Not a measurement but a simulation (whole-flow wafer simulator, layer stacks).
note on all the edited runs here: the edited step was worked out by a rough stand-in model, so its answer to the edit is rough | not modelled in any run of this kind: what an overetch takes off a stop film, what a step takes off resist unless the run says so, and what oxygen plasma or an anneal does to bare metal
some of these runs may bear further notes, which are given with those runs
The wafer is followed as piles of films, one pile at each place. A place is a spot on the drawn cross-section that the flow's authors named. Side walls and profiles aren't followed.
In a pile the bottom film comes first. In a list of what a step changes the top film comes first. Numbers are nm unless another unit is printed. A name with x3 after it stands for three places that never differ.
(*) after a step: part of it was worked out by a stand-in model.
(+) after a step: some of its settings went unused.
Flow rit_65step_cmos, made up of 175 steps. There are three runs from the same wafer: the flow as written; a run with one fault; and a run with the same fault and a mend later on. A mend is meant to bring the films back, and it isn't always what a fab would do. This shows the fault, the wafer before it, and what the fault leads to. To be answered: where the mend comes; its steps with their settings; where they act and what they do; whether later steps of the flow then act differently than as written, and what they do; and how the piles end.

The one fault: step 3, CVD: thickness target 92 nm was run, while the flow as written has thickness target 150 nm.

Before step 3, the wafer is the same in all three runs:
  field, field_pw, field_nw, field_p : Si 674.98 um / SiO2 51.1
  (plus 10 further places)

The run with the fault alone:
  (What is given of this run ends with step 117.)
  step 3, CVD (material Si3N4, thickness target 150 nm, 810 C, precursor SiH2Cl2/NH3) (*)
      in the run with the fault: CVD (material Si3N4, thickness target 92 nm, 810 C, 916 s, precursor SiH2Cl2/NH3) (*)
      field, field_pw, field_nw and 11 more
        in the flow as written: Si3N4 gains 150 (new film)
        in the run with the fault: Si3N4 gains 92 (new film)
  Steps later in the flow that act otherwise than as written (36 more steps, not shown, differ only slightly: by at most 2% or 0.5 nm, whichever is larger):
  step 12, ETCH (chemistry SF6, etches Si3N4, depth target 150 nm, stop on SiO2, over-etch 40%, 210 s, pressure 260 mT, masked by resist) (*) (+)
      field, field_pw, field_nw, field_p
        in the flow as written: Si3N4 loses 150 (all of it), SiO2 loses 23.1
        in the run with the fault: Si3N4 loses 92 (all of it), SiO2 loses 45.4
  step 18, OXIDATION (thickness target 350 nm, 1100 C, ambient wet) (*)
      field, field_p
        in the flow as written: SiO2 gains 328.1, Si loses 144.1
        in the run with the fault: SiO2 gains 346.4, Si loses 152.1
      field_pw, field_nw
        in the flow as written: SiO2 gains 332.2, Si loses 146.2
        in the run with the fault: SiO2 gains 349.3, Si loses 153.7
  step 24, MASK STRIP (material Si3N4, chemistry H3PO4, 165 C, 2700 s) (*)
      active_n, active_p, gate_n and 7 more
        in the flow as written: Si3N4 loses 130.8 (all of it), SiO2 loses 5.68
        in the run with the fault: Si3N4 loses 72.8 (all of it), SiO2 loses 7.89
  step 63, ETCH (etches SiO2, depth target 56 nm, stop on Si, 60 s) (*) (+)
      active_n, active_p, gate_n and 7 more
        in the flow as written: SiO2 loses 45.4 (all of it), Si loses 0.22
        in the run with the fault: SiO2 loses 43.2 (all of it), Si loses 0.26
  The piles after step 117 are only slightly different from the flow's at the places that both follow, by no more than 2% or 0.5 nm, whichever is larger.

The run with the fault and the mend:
  The mend follows step 4.
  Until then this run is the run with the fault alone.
  step 4a, ETCH (chemistry h3po4, depth target 105.8 nm)
      field, field_pw, field_nw and 11 more
        Si3N4 loses 92 (all of it)
  step 4b, CLEAN (chemistry SC2, 75 C, 600 s)
      alters no film at any place that is followed
  step 4c, CVD (material Si3N4, thickness target 150 nm, 810 C, precursor SiH2Cl2/NH3) (*) (a further turn of the flow's step 3)
      field, field_pw, field_nw and 11 more
        Si3N4 gains 150 (new film)
  None of the later steps of the flow acts differently than as written at any place that is followed.
  The piles end the same as the flow's at every place that both follow.
